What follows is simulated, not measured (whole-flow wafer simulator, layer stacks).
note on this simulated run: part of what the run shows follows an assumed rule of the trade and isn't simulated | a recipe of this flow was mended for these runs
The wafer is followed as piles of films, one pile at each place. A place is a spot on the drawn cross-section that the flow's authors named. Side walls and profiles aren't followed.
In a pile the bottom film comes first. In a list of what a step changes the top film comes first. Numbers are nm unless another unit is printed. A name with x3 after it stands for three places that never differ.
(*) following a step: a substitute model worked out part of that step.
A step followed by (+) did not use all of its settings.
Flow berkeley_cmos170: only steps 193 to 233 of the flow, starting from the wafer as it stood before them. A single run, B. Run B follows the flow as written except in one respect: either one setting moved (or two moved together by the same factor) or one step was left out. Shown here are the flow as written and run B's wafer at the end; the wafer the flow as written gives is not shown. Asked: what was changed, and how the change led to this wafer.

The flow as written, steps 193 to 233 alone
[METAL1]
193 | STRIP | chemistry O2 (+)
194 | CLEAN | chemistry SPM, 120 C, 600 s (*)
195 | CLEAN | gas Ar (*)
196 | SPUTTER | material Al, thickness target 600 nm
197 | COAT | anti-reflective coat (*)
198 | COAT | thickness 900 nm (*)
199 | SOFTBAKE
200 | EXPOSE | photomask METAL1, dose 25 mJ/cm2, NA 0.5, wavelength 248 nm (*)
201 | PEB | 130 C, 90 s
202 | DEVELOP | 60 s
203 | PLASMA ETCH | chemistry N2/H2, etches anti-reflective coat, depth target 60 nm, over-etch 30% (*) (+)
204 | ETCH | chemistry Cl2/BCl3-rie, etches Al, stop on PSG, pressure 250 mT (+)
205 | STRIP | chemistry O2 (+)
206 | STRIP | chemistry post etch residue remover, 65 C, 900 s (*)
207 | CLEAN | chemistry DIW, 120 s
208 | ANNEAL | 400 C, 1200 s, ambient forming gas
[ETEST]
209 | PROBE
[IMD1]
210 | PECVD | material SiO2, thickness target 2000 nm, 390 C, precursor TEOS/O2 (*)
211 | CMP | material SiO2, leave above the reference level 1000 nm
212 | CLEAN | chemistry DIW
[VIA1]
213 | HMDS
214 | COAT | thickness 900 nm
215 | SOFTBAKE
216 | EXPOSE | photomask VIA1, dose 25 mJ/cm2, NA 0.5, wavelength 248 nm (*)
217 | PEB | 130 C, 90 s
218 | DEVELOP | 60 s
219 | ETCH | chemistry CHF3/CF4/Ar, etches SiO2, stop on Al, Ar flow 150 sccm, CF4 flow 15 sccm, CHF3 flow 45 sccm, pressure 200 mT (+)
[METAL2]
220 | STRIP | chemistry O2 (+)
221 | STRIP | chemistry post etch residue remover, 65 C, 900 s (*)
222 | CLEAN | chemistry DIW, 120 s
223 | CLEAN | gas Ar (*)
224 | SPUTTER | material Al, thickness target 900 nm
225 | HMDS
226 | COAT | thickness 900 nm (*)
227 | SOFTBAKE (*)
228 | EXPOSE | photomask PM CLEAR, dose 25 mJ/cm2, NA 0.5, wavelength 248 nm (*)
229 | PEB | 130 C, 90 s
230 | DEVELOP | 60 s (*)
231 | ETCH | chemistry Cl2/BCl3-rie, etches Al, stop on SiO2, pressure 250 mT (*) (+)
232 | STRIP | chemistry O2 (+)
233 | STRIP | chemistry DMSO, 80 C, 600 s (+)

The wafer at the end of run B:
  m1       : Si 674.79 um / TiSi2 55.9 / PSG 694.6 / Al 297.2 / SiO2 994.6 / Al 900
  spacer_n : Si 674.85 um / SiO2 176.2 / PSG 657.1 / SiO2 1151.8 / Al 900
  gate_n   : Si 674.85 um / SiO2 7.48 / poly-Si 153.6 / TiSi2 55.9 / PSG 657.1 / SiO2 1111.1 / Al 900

Cause: step 196, SPUTTER: thickness target 300 nm was run, though the flow has thickness target 600 nm.

Step by step, how the change led to this:
  196 | SPUTTER | material Al, thickness target 600 nm
      field, mark, sd_n and 8 more: Al gains 300 (new film) (it would be, as written: Al gains 600 (new film))
      sd_p: Al gains 280.7 (new film) (it would be, as written: Al gains 575.5 (new film))
      (as well as at 1 more place)
  197 | COAT | anti-reflective coat (*)
      sd_n: anti-reflective coat gains 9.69 (new film) (it would be, as written: anti-reflective coat gains 17.9 (new film))
      contact: anti-reflective coat gains 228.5 (new film) (it would be, as written: anti-reflective coat gains 261.1 (new film))
      (as well as at 1 more place)
  198 | COAT | thickness 900 nm (*)
      contact: KrF-resist gains 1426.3 (new film) (it would be, as written: KrF-resist gains 1491.4 (new film))
  203 | PLASMA ETCH | chemistry N2/H2, etches anti-reflective coat, depth target 60 nm, over-etch 30% (*) (+)
      sd_n: anti-reflective coat loses 9.69 (all of it) (it would be, as written: anti-reflective coat loses 17.9 (all of it))
  204 | ETCH | chemistry Cl2/BCl3-rie, etches Al, stop on PSG, pressure 250 mT (+)
      field, mark, sd_n, spacer_n, gate_n, spacer_p, gate_p: Al loses 300 (all of it), PSG loses 37.5 (it would be, as written: Al loses 600 (all of it), PSG loses 37.5)
      contact, m1, via1, m2, via2: KrF-resist loses 300 (it would be, as written: KrF-resist loses 450)
      (as well as at 1 more place)
  205 | STRIP | chemistry O2 (+)
      contact: KrF-resist loses 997 (all of it), anti-reflective coat loses 228.5 (all of it) (it would be, as written: KrF-resist loses 910.9 (all of it), anti-reflective coat loses 261.1 (all of it))
      m1: KrF-resist loses 502.1 (all of it), anti-reflective coat loses 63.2 (all of it) (it would be, as written: KrF-resist loses 352.3 (all of it), anti-reflective coat loses 63.4 (all of it))
      (as well as at 3 more places)
  211 | CMP | material SiO2, leave above the reference level 1000 nm
      spacer_n, spacer_p: SiO2 loses 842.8 (it would be, as written: SiO2 loses 542.8)
      gate_n, gate_p: SiO2 loses 883.6 (it would be, as written: SiO2 loses 583.6)
      (as well as at 5 more places)
